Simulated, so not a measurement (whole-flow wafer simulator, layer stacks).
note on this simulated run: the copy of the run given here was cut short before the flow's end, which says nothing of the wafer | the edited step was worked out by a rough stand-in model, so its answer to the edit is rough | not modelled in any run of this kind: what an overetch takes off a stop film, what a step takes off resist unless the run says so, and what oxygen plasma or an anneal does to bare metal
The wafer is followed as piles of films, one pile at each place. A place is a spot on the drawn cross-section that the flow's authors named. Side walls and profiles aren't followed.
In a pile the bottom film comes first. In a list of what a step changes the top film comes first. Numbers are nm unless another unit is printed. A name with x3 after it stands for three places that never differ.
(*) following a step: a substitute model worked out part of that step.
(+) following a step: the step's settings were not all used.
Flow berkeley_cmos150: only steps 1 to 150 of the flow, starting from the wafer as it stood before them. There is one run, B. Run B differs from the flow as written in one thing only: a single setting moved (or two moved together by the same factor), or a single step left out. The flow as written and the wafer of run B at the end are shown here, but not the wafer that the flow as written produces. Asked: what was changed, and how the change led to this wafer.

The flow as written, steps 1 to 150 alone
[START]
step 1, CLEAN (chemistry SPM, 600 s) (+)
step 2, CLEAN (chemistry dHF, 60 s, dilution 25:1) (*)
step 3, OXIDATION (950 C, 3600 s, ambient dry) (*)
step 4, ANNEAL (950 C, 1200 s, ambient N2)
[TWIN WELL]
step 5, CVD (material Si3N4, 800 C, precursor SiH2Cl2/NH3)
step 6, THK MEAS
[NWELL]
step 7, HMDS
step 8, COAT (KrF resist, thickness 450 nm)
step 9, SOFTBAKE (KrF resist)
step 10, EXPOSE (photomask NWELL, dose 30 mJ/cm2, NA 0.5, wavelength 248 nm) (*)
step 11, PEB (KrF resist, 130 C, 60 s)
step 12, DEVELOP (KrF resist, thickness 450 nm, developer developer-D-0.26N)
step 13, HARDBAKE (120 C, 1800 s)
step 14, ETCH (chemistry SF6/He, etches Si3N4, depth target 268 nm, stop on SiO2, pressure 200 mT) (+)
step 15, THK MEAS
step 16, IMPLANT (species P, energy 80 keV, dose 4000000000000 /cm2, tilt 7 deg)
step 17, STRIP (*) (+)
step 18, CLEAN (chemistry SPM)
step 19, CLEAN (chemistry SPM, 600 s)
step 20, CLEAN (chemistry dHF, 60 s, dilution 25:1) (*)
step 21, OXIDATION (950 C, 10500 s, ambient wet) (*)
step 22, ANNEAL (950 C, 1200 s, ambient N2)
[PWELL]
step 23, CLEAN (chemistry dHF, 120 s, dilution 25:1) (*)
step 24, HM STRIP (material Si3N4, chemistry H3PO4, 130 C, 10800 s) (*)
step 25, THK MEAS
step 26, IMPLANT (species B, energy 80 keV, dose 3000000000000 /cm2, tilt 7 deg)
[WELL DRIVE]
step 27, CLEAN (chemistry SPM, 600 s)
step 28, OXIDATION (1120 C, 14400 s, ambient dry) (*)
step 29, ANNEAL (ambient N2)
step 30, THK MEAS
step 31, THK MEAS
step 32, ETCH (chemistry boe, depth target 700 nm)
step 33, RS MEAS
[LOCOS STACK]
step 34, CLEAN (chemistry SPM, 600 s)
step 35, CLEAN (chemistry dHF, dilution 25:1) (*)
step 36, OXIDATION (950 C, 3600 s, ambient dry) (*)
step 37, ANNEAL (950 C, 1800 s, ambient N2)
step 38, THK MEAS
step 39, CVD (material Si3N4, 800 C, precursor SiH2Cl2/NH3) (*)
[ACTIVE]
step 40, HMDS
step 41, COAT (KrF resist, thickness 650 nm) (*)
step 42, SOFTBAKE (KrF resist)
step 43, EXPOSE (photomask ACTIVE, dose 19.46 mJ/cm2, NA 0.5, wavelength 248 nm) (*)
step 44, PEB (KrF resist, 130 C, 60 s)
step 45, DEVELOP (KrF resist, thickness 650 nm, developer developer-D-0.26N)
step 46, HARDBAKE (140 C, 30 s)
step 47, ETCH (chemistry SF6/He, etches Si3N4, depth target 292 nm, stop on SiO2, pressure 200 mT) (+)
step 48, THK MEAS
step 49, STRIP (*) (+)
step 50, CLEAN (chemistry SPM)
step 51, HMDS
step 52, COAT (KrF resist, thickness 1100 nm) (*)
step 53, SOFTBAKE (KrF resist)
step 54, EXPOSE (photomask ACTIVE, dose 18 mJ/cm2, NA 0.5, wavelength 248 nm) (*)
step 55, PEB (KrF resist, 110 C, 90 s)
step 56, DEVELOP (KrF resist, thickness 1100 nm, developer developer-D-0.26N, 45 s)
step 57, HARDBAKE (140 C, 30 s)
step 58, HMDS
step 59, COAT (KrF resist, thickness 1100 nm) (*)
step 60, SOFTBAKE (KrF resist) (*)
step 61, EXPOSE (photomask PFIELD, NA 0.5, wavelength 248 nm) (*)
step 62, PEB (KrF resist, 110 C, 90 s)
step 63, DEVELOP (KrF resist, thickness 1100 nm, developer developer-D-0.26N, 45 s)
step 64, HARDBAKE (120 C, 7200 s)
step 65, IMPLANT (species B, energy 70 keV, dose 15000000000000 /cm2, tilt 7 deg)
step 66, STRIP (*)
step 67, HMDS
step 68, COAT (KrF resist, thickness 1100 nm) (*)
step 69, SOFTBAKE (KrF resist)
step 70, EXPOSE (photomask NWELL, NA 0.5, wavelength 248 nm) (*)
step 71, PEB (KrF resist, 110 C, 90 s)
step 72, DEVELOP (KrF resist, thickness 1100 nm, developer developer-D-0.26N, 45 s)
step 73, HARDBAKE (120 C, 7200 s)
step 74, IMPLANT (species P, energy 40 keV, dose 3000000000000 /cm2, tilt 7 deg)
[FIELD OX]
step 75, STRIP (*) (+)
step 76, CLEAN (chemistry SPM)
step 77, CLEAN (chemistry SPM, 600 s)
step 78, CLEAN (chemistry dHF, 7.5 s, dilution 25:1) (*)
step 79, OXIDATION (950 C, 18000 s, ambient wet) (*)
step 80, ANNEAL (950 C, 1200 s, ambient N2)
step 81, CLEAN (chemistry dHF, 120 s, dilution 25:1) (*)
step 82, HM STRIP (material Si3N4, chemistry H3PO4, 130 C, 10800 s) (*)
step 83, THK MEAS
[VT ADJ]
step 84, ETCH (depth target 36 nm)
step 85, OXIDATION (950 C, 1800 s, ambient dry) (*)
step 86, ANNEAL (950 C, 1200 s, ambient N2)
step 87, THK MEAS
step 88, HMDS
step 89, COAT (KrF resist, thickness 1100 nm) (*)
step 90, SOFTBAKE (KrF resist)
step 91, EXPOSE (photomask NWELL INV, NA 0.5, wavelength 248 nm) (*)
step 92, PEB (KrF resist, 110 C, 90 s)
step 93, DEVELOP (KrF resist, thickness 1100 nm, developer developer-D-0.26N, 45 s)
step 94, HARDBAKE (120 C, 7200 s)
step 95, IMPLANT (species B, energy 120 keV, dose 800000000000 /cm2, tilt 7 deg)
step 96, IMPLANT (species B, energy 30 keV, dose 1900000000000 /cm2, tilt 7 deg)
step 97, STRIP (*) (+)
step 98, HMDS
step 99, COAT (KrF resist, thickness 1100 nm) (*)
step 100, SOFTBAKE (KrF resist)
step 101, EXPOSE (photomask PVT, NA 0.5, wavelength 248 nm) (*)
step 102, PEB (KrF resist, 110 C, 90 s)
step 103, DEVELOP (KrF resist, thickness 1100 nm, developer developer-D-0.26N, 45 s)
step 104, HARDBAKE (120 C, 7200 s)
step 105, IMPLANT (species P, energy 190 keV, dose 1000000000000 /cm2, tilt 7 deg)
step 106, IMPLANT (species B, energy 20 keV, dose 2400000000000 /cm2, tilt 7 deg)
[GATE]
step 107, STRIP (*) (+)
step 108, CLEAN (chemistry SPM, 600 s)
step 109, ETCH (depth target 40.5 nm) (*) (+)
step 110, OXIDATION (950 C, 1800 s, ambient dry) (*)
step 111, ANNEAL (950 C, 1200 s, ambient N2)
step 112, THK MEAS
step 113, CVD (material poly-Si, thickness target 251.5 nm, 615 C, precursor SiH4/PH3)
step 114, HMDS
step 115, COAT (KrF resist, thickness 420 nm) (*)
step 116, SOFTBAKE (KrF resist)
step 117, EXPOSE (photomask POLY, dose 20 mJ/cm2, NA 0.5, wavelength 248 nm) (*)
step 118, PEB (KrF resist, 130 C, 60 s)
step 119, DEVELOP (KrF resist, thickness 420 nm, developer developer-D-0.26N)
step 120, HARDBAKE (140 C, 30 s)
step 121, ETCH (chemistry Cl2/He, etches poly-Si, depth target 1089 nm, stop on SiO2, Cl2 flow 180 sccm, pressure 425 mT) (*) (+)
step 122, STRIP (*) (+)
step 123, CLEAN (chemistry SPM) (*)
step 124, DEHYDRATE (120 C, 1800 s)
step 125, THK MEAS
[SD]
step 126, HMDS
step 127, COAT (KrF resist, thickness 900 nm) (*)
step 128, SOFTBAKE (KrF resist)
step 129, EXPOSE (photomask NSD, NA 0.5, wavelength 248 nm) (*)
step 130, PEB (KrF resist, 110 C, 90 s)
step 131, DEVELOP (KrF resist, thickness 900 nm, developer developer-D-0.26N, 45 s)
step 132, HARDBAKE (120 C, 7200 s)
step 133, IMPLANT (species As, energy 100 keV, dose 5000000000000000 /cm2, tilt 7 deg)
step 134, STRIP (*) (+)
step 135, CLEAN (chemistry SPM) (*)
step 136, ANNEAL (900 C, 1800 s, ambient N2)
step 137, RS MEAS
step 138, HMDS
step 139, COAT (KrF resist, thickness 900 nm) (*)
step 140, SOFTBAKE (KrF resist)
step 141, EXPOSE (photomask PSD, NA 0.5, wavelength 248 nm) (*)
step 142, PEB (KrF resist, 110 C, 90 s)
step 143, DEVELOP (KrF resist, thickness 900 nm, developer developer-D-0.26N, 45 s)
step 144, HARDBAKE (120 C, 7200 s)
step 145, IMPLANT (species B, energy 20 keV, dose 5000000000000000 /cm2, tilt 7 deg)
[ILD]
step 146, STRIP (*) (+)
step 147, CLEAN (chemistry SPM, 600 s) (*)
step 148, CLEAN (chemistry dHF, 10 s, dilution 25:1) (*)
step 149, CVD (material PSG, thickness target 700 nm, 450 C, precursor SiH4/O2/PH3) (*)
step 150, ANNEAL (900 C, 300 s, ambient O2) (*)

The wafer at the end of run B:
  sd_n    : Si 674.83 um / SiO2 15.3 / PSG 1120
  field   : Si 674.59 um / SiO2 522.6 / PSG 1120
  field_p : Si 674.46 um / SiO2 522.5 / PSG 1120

The reason: step 149, CVD: thickness target 1120 nm was run, while the flow as written has thickness target 700 nm.
The wafer lets one read it off: sd_n has PSG 1120, and step 149 as written asks for 700 nm.

The path from the change to this, step by step:
  step 149, CVD (material PSG, thickness target 700 nm, 450 C, precursor SiH4/O2/PH3) (*)
      field, field_p, sd_n, gate_n, gate_p, contact, m1: PSG gains 1120 (new film) (as written it would have been: PSG gains 700 (new film))
      sd_p: PSG gains 1090.3 (new film) (as written it would have been: PSG gains 639.5 (new film))
